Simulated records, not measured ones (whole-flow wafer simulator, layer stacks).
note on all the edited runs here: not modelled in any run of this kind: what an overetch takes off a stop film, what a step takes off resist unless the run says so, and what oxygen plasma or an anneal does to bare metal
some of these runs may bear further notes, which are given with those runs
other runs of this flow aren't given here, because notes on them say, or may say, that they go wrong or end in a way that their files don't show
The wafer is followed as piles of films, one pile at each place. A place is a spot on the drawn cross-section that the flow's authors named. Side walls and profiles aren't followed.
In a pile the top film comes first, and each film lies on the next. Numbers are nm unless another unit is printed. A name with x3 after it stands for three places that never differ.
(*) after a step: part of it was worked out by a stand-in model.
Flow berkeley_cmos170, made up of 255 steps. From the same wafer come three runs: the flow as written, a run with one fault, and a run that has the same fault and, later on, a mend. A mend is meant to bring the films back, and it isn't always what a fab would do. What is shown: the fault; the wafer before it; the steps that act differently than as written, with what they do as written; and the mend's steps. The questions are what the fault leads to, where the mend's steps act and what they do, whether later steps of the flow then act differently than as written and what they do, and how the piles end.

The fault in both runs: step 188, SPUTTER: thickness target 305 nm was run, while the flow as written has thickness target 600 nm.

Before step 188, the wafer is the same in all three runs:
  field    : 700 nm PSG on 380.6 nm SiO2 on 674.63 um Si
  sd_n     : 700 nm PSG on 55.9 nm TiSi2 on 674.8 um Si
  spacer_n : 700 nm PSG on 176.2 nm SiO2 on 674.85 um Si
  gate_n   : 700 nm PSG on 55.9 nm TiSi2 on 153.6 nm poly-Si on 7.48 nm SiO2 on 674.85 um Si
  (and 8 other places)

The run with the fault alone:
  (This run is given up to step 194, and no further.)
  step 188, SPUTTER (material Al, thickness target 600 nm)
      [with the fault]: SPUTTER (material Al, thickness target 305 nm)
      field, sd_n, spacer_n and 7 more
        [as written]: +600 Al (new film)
        [with the fault]: +305 Al (new film)
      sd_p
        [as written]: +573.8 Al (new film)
        [with the fault]: +284.5 Al (new film)
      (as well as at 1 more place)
  Steps later in the flow that act otherwise than as written (2 more steps, not shown, differ only slightly: by at most 2% or 0.5 nm, whichever is larger):
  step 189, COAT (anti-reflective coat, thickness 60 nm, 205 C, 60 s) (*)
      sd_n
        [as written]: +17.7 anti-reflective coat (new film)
        [with the fault]: +9.58 anti-reflective coat (new film)
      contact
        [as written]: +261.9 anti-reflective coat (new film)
        [with the fault]: +229.9 anti-reflective coat (new film)
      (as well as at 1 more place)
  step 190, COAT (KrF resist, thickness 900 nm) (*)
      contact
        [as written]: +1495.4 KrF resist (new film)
        [with the fault]: +1430.7 KrF resist (new film)
  Once step 194 is done, the piles at field, sd_n, spacer_n and 9 more depart from the flow's by more than 2% or 0.5 nm, whichever is larger.
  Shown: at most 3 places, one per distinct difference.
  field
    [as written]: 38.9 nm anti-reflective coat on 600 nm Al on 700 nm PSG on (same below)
    [with the fault]: 38.4 nm anti-reflective coat on 305 nm Al on 700 nm PSG on (same below)
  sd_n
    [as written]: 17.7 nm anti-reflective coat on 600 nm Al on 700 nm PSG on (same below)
    [with the fault]: 9.58 nm anti-reflective coat on 305 nm Al on 700 nm PSG on (same below)
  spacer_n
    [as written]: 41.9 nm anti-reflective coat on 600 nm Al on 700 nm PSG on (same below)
    [with the fault]: 41.5 nm anti-reflective coat on 305 nm Al on 700 nm PSG on (same below)

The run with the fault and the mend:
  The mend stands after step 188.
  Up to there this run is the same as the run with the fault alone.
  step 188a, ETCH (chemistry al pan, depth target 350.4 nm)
      field, sd_n, spacer_n and 7 more
        -305 Al (all of it)
      sd_p
        -284.5 Al (all of it)
      contact
        -215.8 Al (all of it)
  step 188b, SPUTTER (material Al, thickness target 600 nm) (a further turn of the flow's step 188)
      field, sd_n, spacer_n and 7 more
        +600 Al (new film)
      sd_p
        +573.8 Al (new film)
      contact
        +415.7 Al (new film)
  Later steps of the flow that are run all act as written at every place that is followed.
  At every place that both follow, the piles at the end match the flow's.
